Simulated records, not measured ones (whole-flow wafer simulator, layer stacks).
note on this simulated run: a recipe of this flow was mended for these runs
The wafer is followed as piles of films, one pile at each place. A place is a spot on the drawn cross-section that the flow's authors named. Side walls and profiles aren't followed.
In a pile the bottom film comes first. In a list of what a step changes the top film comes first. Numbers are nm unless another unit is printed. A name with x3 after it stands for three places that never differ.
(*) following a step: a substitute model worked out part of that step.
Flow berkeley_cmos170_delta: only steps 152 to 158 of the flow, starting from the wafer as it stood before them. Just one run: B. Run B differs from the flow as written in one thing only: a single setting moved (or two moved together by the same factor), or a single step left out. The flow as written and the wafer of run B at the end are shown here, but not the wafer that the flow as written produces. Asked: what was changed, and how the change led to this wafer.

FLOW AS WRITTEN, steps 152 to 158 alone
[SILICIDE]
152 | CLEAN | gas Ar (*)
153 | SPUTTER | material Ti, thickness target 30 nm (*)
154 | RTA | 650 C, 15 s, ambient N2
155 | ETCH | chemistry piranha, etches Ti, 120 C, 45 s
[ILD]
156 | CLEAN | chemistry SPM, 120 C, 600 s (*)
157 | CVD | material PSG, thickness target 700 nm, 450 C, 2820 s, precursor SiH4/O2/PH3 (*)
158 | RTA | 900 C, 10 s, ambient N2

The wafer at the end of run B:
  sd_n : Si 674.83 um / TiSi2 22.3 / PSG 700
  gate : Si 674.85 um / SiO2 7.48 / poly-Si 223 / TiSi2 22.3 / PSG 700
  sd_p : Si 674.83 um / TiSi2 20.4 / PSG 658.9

What caused this: step 153, SPUTTER: thickness target 12 nm was run, though the flow has thickness target 30 nm.

How this came from the change, step by step:
  153 | SPUTTER | material Ti, thickness target 30 nm (*)
      field, sd_n, spacer_n, gate, spacer_p, gate_p, contact x2: Ti gains 12 (new film) (it would be, as written: Ti gains 30 (new film))
      sd_p: Ti gains 11 (new film) (it would be, as written: Ti gains 27.5 (new film))
  154 | RTA | 650 C, 15 s, ambient N2
      sd_n, contact x2: Ti loses 9.36, TiSi2 C49 gains 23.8 (new film), Si loses 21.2 (it would be, as written: Ti loses 23.4, TiSi first gains 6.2 (new film), TiSi2 C49 gains 50.3 (new film), Si loses 49)
      gate, gate_p: Ti loses 9.36, TiSi2 C49 gains 23.8 (new film), poly-Si loses 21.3 (it would be, as written: Ti loses 23.4, TiSi first gains 6.2 (new film), TiSi2 C49 gains 50.3 (new film), poly-Si loses 49.2)
      (also at 1 further place)
  155 | ETCH | chemistry piranha, etches Ti, 120 C, 45 s
      sd_n, gate, gate_p, contact x2: Ti loses 2.64 (all of it), TiSi2 C49 loses 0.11 (it would be, as written: Ti loses 6.6 (all of it), TiSi first loses 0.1)
      sd_p: Ti loses 2.42 (all of it), TiSi2 C49 loses 0.11 (it would be, as written: Ti loses 6.05 (all of it), TiSi first loses 0.1)
      (also at 3 further places)
  158 | RTA | 900 C, 10 s, ambient N2
      sd_n, contact x2: under 1 film: TiSi2 gains 22.3 (new film), TiSi2 C49 loses 23.7 (all of it) (it would be, as written: under 1 film: TiSi2 gains 55.9 (new film), TiSi first loses 6.09 (all of it), TiSi2 C49 loses 50.3 (all of it), Si loses 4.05)
      gate, gate_p: under 1 film: TiSi2 gains 22.3 (new film), TiSi2 C49 loses 23.7 (all of it) (it would be, as written: under 1 film: TiSi2 gains 55.9 (new film), TiSi first loses 6.09 (all of it), TiSi2 C49 loses 50.3 (all of it), poly-Si loses 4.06)
      (also at 1 further place)
